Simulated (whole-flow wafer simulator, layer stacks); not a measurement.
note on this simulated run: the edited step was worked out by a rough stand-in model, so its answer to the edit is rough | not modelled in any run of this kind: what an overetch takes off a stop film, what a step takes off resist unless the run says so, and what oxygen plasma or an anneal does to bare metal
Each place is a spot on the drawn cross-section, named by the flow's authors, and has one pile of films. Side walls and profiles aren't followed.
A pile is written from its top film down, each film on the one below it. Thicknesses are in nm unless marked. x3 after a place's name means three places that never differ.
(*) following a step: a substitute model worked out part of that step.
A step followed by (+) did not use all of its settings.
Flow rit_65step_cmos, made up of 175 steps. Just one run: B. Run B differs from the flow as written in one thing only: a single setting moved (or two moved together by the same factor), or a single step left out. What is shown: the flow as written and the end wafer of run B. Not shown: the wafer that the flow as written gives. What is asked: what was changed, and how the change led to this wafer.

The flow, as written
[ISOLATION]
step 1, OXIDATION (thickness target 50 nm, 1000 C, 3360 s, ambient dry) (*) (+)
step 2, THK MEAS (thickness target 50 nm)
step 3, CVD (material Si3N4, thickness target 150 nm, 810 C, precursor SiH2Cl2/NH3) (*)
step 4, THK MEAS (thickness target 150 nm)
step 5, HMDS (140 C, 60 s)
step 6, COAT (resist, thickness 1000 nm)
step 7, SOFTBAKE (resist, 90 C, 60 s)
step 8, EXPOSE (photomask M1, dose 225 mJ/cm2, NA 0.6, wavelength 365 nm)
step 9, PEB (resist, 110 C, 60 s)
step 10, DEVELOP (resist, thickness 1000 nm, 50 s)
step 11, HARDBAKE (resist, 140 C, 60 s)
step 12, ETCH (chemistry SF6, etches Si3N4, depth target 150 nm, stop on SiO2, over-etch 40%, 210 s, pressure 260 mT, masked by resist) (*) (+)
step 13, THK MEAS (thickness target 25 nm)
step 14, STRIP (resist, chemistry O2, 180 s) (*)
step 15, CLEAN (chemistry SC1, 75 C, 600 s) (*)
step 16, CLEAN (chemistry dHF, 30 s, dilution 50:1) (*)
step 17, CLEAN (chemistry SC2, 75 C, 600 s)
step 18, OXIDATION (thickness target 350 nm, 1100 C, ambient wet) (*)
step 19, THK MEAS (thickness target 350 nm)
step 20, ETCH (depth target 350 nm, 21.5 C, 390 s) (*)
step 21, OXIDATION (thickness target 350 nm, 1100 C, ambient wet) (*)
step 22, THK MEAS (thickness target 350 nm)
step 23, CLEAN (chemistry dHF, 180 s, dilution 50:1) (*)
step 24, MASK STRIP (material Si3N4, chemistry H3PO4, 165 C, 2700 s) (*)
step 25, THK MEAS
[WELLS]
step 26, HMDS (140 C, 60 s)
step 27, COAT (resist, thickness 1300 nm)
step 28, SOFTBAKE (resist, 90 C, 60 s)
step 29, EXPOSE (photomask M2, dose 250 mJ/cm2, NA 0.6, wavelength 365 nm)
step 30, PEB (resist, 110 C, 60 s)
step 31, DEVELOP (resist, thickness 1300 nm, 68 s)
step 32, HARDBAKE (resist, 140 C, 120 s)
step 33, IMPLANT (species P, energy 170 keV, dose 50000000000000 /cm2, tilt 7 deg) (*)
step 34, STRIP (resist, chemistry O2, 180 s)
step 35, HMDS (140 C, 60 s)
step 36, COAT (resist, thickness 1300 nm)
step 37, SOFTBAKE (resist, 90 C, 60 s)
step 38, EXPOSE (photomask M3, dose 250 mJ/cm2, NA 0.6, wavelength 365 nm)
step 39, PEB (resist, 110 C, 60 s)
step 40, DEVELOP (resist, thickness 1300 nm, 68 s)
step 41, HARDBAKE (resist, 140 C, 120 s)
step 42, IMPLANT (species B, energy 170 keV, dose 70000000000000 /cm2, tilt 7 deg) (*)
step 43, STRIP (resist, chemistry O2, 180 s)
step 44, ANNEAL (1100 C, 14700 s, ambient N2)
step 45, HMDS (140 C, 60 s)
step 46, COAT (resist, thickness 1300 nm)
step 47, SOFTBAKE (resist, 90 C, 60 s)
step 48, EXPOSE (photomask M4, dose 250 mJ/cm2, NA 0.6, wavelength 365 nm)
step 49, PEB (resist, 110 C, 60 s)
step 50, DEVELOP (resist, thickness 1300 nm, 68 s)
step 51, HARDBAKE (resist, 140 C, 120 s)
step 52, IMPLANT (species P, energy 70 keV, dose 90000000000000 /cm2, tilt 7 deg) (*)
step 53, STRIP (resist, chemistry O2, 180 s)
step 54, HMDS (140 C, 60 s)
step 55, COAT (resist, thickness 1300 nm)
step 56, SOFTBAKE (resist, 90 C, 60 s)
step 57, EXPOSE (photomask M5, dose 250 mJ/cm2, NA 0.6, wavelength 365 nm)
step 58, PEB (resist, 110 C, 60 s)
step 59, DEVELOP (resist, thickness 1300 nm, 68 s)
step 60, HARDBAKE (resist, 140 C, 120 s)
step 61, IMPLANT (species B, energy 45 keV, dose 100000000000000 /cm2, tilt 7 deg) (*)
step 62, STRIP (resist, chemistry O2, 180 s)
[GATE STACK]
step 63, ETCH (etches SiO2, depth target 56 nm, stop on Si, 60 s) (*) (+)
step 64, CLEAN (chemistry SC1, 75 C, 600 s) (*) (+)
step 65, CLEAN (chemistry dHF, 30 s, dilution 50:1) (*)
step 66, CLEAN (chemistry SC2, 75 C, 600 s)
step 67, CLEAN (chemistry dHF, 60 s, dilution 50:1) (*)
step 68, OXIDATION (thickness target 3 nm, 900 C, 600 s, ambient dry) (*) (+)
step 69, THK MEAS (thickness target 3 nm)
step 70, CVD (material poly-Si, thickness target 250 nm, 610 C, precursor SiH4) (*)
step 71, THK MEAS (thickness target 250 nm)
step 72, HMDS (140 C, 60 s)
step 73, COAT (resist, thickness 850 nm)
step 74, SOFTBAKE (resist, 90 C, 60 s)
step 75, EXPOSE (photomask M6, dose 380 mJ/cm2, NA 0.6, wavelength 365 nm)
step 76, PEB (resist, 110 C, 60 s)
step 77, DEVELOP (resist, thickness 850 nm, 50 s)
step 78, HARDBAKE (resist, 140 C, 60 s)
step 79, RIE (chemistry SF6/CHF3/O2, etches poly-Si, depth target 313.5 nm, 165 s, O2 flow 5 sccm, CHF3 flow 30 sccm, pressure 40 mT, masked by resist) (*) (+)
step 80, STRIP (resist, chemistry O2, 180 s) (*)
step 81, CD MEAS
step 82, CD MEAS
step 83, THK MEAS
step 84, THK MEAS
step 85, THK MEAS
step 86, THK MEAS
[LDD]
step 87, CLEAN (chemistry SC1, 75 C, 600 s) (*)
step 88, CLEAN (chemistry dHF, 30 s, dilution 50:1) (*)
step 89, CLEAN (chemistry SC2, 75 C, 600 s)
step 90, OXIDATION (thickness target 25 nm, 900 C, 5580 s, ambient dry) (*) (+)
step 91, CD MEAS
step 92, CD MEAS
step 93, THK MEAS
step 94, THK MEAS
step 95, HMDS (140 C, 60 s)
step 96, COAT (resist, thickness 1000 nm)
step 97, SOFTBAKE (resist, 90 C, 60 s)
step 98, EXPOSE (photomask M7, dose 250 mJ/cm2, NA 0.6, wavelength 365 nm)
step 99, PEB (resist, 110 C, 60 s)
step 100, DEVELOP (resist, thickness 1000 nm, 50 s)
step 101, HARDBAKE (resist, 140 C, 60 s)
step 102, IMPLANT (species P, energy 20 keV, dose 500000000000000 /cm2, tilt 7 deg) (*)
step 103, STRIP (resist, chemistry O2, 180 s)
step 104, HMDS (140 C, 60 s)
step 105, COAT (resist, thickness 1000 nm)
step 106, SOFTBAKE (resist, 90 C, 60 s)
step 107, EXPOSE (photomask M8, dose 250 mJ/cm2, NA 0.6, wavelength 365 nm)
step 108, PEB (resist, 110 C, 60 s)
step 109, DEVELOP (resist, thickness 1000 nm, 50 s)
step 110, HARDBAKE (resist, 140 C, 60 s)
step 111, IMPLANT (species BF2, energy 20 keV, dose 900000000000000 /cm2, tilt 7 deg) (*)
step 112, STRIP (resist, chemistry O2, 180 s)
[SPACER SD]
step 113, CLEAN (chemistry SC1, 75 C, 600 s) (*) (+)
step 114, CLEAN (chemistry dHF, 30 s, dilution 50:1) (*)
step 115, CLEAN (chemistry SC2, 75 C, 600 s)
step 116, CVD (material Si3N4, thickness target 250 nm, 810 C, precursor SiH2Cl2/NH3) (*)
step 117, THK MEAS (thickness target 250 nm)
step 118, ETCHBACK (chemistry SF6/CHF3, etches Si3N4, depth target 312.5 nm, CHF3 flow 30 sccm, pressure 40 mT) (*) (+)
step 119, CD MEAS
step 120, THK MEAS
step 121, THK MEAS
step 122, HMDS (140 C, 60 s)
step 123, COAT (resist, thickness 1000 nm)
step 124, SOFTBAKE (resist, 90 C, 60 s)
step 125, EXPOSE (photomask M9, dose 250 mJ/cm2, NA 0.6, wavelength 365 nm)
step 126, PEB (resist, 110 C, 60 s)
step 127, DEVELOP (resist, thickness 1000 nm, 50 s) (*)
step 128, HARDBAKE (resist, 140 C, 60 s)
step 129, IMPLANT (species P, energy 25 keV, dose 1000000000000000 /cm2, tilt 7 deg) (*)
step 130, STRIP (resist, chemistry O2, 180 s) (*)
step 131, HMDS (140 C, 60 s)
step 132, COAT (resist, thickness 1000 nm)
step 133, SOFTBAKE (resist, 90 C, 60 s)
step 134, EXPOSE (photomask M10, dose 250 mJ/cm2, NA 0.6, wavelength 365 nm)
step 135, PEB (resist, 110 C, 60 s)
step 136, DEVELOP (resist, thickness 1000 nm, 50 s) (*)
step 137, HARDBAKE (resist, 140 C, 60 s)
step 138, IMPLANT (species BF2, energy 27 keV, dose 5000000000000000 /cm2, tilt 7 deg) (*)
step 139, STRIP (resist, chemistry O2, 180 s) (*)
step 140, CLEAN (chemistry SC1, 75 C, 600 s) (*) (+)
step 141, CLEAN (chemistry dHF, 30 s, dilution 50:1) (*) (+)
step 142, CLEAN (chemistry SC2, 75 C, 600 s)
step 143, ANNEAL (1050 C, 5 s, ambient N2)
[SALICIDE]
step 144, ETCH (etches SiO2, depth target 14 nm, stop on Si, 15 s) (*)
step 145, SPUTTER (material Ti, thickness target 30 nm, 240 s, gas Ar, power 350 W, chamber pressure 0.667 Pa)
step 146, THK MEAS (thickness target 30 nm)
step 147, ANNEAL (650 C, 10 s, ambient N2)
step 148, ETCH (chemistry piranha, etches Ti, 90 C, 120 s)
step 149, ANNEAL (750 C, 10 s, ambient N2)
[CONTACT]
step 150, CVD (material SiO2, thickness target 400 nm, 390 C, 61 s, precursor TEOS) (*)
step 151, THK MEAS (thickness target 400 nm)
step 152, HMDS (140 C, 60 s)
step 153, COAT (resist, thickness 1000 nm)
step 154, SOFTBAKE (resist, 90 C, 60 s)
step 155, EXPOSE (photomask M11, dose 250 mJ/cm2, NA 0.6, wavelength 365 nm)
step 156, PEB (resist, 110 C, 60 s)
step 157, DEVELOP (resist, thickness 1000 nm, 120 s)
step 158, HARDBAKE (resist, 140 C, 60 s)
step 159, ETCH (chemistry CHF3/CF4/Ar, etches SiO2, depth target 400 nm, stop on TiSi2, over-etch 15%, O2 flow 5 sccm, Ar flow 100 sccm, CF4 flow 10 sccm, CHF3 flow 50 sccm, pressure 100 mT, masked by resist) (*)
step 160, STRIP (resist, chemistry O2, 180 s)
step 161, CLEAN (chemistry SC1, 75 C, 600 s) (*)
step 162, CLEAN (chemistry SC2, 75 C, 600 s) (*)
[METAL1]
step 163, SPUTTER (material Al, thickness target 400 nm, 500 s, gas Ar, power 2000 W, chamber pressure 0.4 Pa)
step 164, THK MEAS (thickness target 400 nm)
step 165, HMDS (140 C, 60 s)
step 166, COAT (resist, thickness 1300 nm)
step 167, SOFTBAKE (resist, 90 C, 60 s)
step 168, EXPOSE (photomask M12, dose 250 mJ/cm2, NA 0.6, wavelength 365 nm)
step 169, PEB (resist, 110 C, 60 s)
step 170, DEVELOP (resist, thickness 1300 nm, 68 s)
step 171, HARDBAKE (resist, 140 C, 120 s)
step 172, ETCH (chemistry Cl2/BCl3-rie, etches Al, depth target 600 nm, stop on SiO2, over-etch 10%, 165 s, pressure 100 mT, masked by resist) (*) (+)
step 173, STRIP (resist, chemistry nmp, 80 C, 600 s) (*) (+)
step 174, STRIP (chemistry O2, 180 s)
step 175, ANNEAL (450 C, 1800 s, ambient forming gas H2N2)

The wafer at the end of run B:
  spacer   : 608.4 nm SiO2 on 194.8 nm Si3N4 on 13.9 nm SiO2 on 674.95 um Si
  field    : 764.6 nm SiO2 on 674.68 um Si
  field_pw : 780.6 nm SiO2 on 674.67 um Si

What caused this: step 150, CVD: thickness target 645 nm was run, whereas the flow has thickness target 400 nm; step 150, CVD: 98 s was run, where the flow has 61 s.

The path from the change to this, step by step:
  step 150, CVD (material SiO2, thickness target 400 nm, 390 C, 61 s, precursor TEOS) (*)
      field, field_pw, field_nw, field_p: SiO2 gains 645 (as written it would have been: SiO2 gains 400)
      spacer, spacer_p: SiO2 gains 645 (new film) (as written it would have been: SiO2 gains 400 (new film))
      (and at 2 other places as well)
